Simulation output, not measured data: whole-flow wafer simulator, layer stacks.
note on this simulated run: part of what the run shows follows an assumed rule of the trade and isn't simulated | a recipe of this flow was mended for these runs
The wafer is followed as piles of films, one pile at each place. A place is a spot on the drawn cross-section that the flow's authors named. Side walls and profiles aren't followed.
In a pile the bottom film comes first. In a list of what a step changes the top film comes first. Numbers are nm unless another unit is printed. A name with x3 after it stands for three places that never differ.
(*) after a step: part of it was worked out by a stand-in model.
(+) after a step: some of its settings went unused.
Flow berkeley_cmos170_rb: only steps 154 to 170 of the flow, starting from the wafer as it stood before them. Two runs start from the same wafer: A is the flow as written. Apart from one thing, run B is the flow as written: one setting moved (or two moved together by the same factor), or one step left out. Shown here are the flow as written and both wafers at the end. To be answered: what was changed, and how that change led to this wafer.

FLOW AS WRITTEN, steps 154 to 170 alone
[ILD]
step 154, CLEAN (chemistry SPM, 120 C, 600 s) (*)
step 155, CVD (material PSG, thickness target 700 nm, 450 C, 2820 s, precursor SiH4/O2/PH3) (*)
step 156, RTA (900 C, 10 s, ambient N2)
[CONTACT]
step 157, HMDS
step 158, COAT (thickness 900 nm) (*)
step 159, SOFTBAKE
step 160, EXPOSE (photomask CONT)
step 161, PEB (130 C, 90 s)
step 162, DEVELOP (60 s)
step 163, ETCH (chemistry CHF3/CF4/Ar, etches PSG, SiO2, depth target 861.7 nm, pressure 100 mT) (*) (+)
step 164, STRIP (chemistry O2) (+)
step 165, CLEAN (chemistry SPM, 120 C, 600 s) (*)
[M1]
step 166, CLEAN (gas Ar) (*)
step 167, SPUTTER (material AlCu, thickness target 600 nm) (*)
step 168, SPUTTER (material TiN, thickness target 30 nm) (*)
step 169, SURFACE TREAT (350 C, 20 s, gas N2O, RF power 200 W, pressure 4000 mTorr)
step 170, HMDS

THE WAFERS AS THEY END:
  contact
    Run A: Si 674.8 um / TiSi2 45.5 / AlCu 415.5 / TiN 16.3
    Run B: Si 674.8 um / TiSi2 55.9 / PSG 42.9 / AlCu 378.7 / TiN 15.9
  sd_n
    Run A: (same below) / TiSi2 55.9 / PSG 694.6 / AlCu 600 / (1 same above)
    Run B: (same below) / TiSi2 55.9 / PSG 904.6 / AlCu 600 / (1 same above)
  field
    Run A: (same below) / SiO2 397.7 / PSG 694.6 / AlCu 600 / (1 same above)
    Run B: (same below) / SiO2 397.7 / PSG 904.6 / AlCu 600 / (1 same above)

The reason: step 155, CVD: thickness target 910 nm was run, though the flow has thickness target 700 nm; step 155, CVD: 3666 s was run, where the flow has 2820 s.

Step by step, how the change led to this:
  step 155, CVD (material PSG, thickness target 700 nm, 450 C, 2820 s, precursor SiH4/O2/PH3) (*)
      field, sd_n, spacer_n, gate, spacer_p, gate_p, contact, m1: A PSG gains 700 (new film) | B PSG gains 910 (new film)
      sd_p: A PSG gains 664.1 (new film) | B PSG gains 910 (new film)
  step 158, COAT (thickness 900 nm) (*)
      sd_p: A KrF-resist gains 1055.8 (new film) | B KrF-resist gains 1030.7 (new film)
  step 163, ETCH (chemistry CHF3/CF4/Ar, etches PSG, SiO2, depth target 861.7 nm, pressure 100 mT) (*) (+)
      contact: A PSG loses 700 (all of it), TiSi2 loses 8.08 | B PSG loses 861.7
  step 164, STRIP (chemistry O2) (+)
      sd_p: A KrF-resist loses 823 (all of it) | B KrF-resist loses 798 (all of it)
  step 166, CLEAN (gas Ar) (*)
      contact: A TiSi2 loses 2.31 | B PSG loses 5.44
  step 167, SPUTTER (material AlCu, thickness target 600 nm) (*)
      sd_p: A AlCu gains 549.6 (new film) | B AlCu gains 565.6 (new film)
      contact: A AlCu gains 415.5 (new film) | B AlCu gains 378.7 (new film)
  step 168, SPUTTER (material TiN, thickness target 30 nm) (*)
      sd_p: A TiN gains 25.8 (new film) | B TiN gains 26.7 (new film)
